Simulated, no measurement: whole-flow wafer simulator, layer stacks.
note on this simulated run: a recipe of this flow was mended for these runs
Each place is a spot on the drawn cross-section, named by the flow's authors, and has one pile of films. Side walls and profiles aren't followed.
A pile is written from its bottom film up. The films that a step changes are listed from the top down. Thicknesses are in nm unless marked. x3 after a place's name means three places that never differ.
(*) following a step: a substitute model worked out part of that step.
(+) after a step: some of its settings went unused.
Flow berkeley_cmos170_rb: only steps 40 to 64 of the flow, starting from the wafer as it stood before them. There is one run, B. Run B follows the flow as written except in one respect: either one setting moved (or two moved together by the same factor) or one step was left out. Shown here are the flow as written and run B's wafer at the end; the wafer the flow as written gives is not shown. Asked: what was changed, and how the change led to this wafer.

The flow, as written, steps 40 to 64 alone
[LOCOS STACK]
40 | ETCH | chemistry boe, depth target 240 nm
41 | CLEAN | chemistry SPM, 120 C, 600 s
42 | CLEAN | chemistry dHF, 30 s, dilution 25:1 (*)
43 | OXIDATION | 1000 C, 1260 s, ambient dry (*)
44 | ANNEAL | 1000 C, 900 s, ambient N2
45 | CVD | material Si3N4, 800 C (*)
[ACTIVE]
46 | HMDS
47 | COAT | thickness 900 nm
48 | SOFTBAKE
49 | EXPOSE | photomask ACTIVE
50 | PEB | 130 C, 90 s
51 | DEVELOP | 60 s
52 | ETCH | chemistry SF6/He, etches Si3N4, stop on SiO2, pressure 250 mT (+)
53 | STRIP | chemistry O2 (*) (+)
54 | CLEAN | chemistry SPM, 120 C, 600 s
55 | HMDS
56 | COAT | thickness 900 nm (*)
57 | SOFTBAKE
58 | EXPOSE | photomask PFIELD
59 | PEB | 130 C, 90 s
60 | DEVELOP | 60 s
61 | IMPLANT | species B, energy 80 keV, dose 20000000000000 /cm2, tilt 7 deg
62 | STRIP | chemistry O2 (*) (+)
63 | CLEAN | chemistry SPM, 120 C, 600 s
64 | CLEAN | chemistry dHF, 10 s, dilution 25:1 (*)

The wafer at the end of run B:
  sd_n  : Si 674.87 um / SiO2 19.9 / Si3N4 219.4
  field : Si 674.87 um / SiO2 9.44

The reason: step 43, OXIDATION: 969 C was run, while the flow as written has 1000 C.

How this came from the change, step by step:
  43 | OXIDATION | 1000 C, 1260 s, ambient dry (*)
      field, sd_n, spacer_n and 6 more: SiO2 gains 19.9 (new film), Si loses 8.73 (in the flow as written it would be: SiO2 gains 26.6 (new film), Si loses 11.7)
